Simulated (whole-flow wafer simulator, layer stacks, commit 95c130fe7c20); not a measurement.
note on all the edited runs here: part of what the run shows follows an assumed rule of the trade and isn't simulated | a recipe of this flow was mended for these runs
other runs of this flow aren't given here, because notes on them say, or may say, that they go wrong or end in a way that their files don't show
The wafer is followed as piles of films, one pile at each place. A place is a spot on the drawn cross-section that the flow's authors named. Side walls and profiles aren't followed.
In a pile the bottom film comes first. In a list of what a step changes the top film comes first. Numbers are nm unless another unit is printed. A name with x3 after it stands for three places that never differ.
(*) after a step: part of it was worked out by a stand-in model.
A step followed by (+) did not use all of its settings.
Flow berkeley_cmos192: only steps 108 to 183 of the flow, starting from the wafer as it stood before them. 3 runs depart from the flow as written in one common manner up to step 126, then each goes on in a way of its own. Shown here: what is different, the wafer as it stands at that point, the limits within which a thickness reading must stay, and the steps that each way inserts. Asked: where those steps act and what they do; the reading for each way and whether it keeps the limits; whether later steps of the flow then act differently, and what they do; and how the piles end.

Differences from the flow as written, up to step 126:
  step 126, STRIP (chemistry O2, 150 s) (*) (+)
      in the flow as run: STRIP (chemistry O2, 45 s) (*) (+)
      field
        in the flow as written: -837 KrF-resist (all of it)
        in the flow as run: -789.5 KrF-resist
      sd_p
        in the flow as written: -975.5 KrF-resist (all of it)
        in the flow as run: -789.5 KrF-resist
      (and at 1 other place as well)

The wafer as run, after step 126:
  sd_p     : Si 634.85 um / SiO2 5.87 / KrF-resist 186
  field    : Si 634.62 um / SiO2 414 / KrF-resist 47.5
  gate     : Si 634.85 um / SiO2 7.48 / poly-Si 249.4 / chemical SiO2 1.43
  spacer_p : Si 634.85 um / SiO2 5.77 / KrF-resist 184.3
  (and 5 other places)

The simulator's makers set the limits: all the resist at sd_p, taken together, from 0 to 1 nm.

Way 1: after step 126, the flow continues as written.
  The reading taken after step 126 is 186 nm, which is outside the limits.
  Steps further on in the flow that do not act as written (not shown: 14 more steps that differ only slightly, by at most 2% or 0.5 nm, whichever is larger):
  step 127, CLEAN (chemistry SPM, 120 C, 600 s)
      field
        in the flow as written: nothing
        going this way: -47.5 KrF-resist (all of it)
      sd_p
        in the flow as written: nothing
        going this way: -186 KrF-resist (all of it)
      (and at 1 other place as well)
  At the end the piles are close to the flow's at the places that both follow, differing by at most 2% or 0.5 nm, whichever is larger.

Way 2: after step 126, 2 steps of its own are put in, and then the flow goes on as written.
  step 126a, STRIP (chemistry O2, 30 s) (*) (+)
      field
        -47.5 KrF-resist (all of it)
      gate
        +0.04 chemical SiO2
      sd_p
        -186 KrF-resist (all of it)
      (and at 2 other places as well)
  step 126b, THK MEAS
      leaves every film unchanged at each place that is followed
  The reading taken after step 126b is 0 nm, which is within the limits.
  Every later step of the flow that is run acts as written, at every place that is followed, to within 2% or 0.5 nm, whichever is larger.
  At every place that both follow, the piles at the end match the flow's.

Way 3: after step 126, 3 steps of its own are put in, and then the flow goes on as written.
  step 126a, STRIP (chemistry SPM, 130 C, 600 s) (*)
      field
        -47.5 KrF-resist (all of it)
      sd_p
        -186 KrF-resist (all of it)
      spacer_p
        -184.3 KrF-resist (all of it)
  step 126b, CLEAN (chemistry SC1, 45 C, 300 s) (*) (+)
      field, sd_n, spacer_n, sd_p, spacer_p, contact, m1
        -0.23 SiO2
      gate, gate_p
        -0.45 chemical SiO2
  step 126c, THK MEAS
      leaves every film unchanged at each place that is followed
  The reading taken after step 126c is 0 nm, which is within the limits.
  Steps further on in the flow that do not act as written (not shown: 19 more steps that differ only slightly, by at most 2% or 0.5 nm, whichever is larger):
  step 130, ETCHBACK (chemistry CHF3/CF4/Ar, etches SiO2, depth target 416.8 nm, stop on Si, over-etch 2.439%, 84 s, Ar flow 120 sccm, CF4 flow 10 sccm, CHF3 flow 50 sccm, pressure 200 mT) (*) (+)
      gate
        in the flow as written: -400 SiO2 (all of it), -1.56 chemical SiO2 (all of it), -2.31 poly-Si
        going this way: -400 SiO2 (all of it), -0.98 chemical SiO2 (all of it), -2.37 poly-Si
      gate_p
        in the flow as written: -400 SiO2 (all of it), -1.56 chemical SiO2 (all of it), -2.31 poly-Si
        going this way: -400 SiO2 (all of it), -1 chemical SiO2 (all of it), -2.36 poly-Si
  At the end the piles are close to the flow's at the places that both follow, differing by at most 2% or 0.5 nm, whichever is larger.

Keeping within the limits: way 2, way 3. Outside them: way 1.
